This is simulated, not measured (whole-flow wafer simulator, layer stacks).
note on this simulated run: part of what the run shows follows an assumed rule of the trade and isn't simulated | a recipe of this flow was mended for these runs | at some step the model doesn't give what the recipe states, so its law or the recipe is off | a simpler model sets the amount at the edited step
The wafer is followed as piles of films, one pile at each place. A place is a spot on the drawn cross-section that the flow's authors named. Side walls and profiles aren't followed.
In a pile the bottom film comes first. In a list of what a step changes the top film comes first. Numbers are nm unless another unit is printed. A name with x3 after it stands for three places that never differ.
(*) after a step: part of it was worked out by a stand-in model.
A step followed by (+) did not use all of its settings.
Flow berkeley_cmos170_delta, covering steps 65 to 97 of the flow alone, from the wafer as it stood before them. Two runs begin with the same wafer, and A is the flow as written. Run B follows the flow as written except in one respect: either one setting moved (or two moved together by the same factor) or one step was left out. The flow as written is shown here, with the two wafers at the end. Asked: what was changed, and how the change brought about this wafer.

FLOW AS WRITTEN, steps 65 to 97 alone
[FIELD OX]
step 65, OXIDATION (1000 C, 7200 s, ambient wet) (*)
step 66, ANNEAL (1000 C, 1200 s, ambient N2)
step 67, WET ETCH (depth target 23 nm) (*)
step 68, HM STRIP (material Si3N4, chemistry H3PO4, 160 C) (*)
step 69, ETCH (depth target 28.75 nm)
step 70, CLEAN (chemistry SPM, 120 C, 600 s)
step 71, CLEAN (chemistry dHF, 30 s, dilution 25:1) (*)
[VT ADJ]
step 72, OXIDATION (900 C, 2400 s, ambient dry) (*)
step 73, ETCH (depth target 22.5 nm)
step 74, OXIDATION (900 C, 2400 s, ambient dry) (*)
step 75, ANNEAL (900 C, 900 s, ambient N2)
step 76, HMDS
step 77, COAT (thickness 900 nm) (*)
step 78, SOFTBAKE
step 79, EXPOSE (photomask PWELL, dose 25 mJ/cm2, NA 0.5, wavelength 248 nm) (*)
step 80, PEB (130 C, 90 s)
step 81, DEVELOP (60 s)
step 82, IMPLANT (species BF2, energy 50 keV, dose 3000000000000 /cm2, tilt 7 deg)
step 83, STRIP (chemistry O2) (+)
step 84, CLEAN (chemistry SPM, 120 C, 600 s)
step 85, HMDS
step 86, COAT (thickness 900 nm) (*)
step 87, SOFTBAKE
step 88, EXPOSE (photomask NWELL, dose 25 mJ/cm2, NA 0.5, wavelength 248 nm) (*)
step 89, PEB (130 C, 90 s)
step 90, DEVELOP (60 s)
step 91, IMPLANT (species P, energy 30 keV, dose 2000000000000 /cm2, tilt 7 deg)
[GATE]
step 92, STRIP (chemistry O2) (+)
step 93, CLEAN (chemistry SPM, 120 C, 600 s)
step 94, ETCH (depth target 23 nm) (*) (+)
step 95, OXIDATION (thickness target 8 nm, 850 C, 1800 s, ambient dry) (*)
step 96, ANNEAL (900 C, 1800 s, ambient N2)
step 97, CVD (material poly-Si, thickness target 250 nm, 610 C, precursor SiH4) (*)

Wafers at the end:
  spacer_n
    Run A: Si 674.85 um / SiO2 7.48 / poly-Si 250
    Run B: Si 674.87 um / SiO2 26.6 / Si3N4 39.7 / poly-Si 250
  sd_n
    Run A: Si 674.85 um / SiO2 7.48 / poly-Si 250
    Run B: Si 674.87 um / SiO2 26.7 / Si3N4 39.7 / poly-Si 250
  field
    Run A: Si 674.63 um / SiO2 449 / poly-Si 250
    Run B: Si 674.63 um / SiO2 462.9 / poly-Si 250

Cause: step 68, HM STRIP: 128 C was run, whereas the flow has 160 C.

The path from the change to this, step by step:
  step 68, HM STRIP (material Si3N4, chemistry H3PO4, 160 C) (*)
      sd_n, spacer_n, gate, sd_p, spacer_p, gate_p, contact, m1: A Si3N4 loses 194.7 (all of it), SiO2 loses 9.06 | B Si3N4 loses 151.8
      field: A SiO2 loses 15.1 | B SiO2 loses 1.17
  step 69, ETCH (depth target 28.75 nm)
      spacer_n, gate, spacer_p, gate_p, contact, m1: A SiO2 loses 17.5 (all of it) | B Si3N4 loses 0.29
      sd_n, sd_p: A SiO2 loses 17.6 (all of it) | B Si3N4 loses 0.29
  step 70, CLEAN (chemistry SPM, 120 C, 600 s)
      sd_n, spacer_n, gate, sd_p, spacer_p, gate_p, contact, m1: A chemical SiO2 gains 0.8 (new film), Si loses 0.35 | B nothing
  step 71, CLEAN (chemistry dHF, 30 s, dilution 25:1) (*)
      sd_n, spacer_n, gate, sd_p, spacer_p, gate_p, contact, m1: A chemical SiO2 loses 0.8 (all of it) | B Si3N4 loses 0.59
  step 72, OXIDATION (900 C, 2400 s, ambient dry) (*)
      sd_n, spacer_n, gate, sd_p, spacer_p, gate_p, contact, m1: A SiO2 gains 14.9 (new film), Si loses 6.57 | B nothing
  step 73, ETCH (depth target 22.5 nm)
      sd_n, spacer_n, gate, sd_p, spacer_p, gate_p, contact, m1: A SiO2 loses 14.9 (all of it) | B Si3N4 loses 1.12
  step 74, OXIDATION (900 C, 2400 s, ambient dry) (*)
      sd_n, spacer_n, gate, sd_p, spacer_p, gate_p, contact, m1: A SiO2 gains 14.9 (new film), Si loses 6.57 | B nothing
  step 77, COAT (thickness 900 nm) (*)
      sd_n: A KrF-resist gains 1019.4 (new film) | B KrF-resist gains 992.2 (new film)
      sd_p: A KrF-resist gains 998.4 (new film) | B KrF-resist gains 976.2 (new film)
      (and at 2 other places as well)
  step 81, DEVELOP (60 s)
      sd_n: A KrF-resist loses 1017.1 (all of it) | B KrF-resist loses 990 (all of it)
      contact: A KrF-resist loses 991.4 (all of it) | B KrF-resist loses 970.8 (all of it)
      (and at 1 other place as well)
  step 83, STRIP (chemistry O2) (+)
      sd_p: A KrF-resist loses 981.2 (all of it) | B KrF-resist loses 959.1 (all of it)
  step 86, COAT (thickness 900 nm) (*)
      sd_n: A KrF-resist gains 1019.4 (new film) | B KrF-resist gains 992.2 (new film)
      sd_p: A KrF-resist gains 998.4 (new film) | B KrF-resist gains 976.2 (new film)
      (and at 2 other places as well)
  step 90, DEVELOP (60 s)
      sd_p: A KrF-resist loses 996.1 (all of it) | B KrF-resist loses 974 (all of it)
  step 92, STRIP (chemistry O2) (+)
      sd_n: A KrF-resist loses 1002.2 (all of it) | B KrF-resist loses 975 (all of it)
      contact: A KrF-resist loses 976.4 (all of it) | B KrF-resist loses 955.9 (all of it)
      (and at 1 other place as well)
  step 94, ETCH (depth target 23 nm) (*) (+)
      sd_n, spacer_n, gate, sd_p, spacer_p, gate_p, contact, m1: A SiO2 loses 14.9 (all of it) | B Si3N4 loses 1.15
  step 95, OXIDATION (thickness target 8 nm, 850 C, 1800 s, ambient dry) (*)
      sd_n, spacer_n, gate, sd_p, spacer_p, gate_p, contact, m1: A SiO2 gains 7.48 (new film), Si loses 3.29 | B nothing
